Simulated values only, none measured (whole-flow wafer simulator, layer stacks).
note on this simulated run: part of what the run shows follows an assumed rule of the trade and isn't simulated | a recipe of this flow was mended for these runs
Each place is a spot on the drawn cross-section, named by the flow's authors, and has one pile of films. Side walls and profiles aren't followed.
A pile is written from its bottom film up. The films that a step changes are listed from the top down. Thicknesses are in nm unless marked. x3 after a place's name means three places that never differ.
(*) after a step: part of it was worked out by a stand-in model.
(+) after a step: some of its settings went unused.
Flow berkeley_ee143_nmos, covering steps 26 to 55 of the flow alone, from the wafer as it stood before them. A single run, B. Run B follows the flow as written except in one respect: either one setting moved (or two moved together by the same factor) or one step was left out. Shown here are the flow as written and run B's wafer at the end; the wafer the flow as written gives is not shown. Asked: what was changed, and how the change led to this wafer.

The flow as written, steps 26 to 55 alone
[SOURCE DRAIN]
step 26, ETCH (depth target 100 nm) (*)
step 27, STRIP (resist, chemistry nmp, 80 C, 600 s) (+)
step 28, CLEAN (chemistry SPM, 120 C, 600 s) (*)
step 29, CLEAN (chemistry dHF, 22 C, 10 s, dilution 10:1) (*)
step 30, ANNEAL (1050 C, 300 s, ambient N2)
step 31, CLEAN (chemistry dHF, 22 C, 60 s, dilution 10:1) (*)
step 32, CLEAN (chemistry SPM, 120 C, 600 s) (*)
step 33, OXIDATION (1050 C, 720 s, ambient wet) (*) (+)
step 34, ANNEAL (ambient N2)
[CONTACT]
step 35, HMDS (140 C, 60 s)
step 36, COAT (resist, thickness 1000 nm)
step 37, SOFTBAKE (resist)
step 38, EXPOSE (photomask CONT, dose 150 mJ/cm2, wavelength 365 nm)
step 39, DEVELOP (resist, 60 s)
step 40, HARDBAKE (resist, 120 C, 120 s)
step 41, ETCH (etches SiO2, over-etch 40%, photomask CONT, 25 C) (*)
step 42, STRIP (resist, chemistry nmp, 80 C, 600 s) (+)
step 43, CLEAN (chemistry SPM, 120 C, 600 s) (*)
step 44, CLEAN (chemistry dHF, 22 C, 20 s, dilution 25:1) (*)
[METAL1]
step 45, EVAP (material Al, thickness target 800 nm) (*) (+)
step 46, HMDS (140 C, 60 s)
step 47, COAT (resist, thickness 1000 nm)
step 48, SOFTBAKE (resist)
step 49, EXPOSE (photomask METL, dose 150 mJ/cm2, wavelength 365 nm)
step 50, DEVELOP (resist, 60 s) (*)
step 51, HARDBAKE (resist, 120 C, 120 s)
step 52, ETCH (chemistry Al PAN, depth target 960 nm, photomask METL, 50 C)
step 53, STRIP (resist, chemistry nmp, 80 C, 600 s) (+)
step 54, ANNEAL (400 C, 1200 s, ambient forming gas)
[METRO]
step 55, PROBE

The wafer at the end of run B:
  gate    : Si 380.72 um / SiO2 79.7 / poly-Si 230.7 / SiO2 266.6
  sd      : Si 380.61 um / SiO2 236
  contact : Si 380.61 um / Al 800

Cause: step 33, OXIDATION: 1008 s was run, whereas the flow has 720 s.

The path from the change to this, step by step:
  step 33, OXIDATION (1050 C, 720 s, ambient wet) (*) (+)
      sd, contact: +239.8 SiO2 (new film), -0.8 chemical SiO2 (all of it), -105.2 Si (as written it would have been: +189.4 SiO2 (new film), -0.8 chemical SiO2 (all of it), -83 Si)
      gate: +270.4 SiO2 (new film), -0.8 chemical SiO2 (all of it), -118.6 poly-Si (as written it would have been: +217.6 SiO2 (new film), -0.8 chemical SiO2 (all of it), -95.4 poly-Si)
      (as well as at 1 more place)
  step 41, ETCH (etches SiO2, over-etch 40%, photomask CONT, 25 C) (*)
      contact: -239.8 SiO2 (all of it) (as written it would have been: -189.4 SiO2 (all of it))
  step 47, COAT (resist, thickness 1000 nm)
      contact: +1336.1 resist (new film) (as written it would have been: +1301 resist (new film))
  step 51, HARDBAKE (resist, 120 C, 120 s)
      contact: -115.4 resist (as written it would have been: -112.2 resist)
  step 53, STRIP (resist, chemistry nmp, 80 C, 600 s) (+)
      contact: -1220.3 resist (all of it) (as written it would have been: -1188.4 resist (all of it))
